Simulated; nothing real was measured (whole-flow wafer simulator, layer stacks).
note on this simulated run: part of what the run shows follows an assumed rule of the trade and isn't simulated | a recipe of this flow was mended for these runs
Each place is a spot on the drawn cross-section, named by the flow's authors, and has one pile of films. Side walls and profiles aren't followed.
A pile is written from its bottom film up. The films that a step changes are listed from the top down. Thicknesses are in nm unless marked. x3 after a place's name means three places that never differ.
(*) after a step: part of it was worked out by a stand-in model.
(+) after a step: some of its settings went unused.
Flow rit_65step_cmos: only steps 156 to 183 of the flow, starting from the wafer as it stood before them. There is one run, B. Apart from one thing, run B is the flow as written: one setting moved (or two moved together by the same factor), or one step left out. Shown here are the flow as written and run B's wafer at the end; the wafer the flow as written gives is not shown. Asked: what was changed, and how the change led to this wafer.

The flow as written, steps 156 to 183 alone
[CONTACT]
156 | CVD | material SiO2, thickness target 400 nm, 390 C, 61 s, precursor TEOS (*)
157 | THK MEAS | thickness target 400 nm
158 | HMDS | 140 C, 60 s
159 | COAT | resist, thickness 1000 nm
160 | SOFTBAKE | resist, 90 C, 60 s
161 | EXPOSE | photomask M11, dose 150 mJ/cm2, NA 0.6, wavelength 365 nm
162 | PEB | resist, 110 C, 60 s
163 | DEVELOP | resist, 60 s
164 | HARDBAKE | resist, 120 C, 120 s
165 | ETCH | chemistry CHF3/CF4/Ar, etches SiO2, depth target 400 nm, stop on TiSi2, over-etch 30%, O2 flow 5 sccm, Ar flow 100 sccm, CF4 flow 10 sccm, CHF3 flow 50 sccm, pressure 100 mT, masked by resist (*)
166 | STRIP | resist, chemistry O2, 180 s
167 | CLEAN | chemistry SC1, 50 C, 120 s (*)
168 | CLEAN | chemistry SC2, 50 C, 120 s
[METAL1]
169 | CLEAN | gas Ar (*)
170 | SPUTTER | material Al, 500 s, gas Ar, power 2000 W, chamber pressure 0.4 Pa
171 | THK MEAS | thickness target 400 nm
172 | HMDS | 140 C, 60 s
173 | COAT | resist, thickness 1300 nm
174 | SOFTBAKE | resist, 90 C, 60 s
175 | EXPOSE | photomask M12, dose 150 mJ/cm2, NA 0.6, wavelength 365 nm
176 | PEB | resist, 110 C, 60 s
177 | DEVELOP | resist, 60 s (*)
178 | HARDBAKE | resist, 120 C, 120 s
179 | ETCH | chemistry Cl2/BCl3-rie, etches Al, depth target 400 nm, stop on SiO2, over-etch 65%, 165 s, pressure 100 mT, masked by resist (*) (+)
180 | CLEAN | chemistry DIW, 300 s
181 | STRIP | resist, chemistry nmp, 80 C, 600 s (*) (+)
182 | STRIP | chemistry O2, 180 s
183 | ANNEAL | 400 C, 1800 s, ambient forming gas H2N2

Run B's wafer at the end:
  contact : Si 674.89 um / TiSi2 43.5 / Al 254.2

What caused this: step 165, ETCH: depth target 461.5 nm was run, while the flow as written has depth target 400 nm.

The path from the change to this, step by step:
  165 | ETCH | chemistry CHF3/CF4/Ar, etches SiO2, depth target 400 nm, stop on TiSi2, over-etch 30%, O2 flow 5 sccm, Ar flow 100 sccm, CF4 flow 10 sccm, CHF3 flow 50 sccm, pressure 100 mT, masked by resist (*)
      field, field_pw, field_nw and 10 more: -150 resist (as written it would have been: -130 resist)
      contact: -400 SiO2 (all of it), -10 TiSi2 (as written it would have been: -400 SiO2 (all of it), -6 TiSi2)
  166 | STRIP | resist, chemistry O2, 180 s
      active_n, active_p: -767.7 resist (all of it) (as written it would have been: -787.7 resist (all of it))
      field: -827 resist (all of it) (as written it would have been: -847 resist (all of it))
      (as well as at 10 more places)
